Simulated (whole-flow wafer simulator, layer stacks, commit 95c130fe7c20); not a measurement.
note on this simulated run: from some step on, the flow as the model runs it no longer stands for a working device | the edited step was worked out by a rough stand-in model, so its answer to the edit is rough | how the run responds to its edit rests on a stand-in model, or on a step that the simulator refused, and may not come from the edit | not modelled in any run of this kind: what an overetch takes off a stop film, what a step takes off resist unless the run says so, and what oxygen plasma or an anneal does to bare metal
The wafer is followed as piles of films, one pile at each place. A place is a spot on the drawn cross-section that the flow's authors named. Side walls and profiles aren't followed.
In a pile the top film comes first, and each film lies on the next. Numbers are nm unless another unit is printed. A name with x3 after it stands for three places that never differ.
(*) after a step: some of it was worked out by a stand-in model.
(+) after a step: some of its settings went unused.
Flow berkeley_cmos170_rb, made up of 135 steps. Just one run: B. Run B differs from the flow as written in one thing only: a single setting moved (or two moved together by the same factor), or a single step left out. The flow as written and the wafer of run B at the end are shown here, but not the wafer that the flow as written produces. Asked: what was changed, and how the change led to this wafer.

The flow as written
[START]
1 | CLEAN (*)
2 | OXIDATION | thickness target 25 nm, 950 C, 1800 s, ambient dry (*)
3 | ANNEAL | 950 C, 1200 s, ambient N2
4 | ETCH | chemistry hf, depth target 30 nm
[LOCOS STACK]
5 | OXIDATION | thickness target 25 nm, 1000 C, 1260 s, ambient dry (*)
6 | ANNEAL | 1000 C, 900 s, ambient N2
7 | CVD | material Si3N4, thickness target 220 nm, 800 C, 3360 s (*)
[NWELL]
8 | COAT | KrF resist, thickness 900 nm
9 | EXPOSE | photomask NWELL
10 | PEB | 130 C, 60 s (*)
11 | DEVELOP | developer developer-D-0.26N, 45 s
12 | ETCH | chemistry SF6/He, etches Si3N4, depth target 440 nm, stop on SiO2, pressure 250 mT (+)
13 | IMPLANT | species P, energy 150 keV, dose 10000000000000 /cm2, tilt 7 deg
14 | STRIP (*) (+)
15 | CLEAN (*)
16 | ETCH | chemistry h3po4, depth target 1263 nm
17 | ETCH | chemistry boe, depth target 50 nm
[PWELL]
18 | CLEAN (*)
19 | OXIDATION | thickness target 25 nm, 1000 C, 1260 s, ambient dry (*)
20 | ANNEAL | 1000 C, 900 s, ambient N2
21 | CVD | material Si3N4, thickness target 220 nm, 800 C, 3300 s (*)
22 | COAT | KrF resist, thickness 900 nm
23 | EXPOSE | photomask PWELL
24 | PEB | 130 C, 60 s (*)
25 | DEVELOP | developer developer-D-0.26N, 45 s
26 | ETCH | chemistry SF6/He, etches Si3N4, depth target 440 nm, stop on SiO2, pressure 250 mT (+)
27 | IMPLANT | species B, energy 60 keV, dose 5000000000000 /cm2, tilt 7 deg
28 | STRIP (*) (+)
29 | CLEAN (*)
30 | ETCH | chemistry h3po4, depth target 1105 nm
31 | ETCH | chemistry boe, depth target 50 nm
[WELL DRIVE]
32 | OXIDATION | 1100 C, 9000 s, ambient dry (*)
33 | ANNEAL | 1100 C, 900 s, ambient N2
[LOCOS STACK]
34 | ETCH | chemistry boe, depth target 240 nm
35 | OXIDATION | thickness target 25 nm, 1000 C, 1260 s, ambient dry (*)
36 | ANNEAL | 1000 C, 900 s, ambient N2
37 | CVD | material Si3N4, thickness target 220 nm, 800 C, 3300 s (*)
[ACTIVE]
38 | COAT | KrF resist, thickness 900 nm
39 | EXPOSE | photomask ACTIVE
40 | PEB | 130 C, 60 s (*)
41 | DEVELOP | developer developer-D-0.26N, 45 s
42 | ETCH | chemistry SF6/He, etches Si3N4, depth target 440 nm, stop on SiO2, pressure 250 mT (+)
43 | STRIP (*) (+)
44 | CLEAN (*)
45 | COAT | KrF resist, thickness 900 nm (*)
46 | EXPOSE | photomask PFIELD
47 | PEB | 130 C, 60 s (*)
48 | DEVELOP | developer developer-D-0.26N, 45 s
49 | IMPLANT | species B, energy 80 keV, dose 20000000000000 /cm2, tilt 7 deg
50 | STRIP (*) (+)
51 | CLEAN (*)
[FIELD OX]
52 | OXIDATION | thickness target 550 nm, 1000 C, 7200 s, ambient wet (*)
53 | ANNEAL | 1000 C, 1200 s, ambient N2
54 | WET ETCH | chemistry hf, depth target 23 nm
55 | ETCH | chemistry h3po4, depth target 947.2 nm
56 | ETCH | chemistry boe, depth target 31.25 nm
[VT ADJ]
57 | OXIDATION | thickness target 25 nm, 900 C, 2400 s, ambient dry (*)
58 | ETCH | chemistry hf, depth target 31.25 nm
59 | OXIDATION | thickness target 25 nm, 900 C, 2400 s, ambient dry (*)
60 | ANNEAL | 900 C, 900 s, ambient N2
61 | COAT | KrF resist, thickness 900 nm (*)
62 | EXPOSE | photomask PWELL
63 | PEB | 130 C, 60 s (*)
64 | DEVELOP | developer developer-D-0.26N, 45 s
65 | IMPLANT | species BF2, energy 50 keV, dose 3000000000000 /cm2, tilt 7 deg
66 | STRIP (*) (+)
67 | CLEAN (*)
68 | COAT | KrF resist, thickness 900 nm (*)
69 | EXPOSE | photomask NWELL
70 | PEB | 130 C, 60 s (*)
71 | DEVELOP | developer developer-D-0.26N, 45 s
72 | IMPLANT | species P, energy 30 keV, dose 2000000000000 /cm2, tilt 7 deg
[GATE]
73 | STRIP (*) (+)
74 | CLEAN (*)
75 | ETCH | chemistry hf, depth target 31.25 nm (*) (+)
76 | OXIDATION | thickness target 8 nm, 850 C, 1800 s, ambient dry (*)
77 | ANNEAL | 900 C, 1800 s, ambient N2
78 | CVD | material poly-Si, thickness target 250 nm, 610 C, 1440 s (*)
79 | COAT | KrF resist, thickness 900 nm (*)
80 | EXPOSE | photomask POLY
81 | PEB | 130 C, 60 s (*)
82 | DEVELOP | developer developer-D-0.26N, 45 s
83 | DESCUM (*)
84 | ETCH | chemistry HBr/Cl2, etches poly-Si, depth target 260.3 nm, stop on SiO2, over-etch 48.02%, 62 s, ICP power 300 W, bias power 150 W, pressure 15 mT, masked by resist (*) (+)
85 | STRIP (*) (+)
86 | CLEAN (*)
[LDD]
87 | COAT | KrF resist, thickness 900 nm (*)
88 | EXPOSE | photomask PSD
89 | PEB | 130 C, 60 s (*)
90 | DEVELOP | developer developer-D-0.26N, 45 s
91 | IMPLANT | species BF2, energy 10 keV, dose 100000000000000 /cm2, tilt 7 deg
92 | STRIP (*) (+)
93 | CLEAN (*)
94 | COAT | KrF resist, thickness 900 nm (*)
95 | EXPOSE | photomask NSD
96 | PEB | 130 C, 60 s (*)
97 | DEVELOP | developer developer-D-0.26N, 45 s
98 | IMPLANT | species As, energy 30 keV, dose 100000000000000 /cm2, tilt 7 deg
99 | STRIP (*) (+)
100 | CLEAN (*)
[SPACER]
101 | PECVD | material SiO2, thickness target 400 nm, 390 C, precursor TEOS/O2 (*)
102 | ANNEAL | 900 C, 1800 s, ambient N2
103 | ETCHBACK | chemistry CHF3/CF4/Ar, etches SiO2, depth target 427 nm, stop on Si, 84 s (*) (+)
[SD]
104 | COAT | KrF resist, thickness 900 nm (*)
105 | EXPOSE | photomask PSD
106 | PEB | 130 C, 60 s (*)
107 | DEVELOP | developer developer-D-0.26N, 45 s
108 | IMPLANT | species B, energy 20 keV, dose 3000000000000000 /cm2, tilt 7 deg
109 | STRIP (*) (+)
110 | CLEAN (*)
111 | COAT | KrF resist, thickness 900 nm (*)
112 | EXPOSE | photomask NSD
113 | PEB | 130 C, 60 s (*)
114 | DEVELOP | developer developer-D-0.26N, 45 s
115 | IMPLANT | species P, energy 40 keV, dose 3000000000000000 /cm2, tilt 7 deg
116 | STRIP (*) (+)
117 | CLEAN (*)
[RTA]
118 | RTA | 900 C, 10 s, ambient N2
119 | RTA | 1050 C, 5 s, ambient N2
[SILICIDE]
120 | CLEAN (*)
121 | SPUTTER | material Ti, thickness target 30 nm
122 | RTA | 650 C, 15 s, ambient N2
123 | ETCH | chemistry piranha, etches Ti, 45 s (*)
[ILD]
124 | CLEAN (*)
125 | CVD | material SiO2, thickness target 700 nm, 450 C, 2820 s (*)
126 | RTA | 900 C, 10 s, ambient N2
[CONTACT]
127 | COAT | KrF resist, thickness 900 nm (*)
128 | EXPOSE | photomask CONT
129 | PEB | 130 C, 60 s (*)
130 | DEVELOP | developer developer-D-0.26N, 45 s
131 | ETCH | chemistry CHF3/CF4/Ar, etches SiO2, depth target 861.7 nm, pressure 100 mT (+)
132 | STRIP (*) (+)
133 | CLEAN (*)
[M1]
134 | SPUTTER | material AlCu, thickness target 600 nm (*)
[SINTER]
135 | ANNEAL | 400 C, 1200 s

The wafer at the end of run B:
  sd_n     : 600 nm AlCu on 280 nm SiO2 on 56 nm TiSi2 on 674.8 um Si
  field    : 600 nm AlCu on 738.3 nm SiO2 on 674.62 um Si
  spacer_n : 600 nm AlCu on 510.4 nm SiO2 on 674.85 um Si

Cause: step 125, CVD: thickness target 280 nm was run, whereas the flow has thickness target 700 nm.
The wafer itself shows it: sd_n has SiO2 280, and step 125 as written asks for 700 nm.

The path from the change to this, step by step:
  125 | CVD | material SiO2, thickness target 700 nm, 450 C, 2820 s (*)
      sd_n, gate, sd_p, gate_p, contact, m1: SiO2 gains 280 (new film) (as written it would have been: SiO2 gains 700 (new film))
      field, spacer_n, spacer_p: SiO2 gains 280 (as written it would have been: SiO2 gains 700)
  127 | COAT | KrF resist, thickness 900 nm (*)
      field: KrF resist gains 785 (new film) (as written it would have been: KrF resist gains 804.9 (new film))
      spacer_n: KrF resist gains 796.3 (new film) (as written it would have been: KrF resist gains 819.8 (new film))
      (as well as at 4 more places)
  131 | ETCH | chemistry CHF3/CF4/Ar, etches SiO2, depth target 861.7 nm, pressure 100 mT (+)
      field, sd_n, spacer_n, gate, sd_p, spacer_p, gate_p, m1: KrF resist loses 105 (as written it would have been: KrF resist loses 215.4)
      contact: SiO2 loses 280 (all of it), TiSi2 loses 7 (as written it would have been: SiO2 loses 700 (all of it), TiSi2 loses 8.08)
  132 | STRIP (*) (+)
      field: KrF resist loses 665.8 (all of it) (as written it would have been: KrF resist loses 575.3 (all of it))
      sd_n: KrF resist loses 873.2 (all of it) (as written it would have been: KrF resist loses 780.4 (all of it))
      (as well as at 6 more places)
  134 | SPUTTER | material AlCu, thickness target 600 nm (*)
      contact: AlCu gains 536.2 (new film) (as written it would have been: AlCu gains 415.1 (new film))
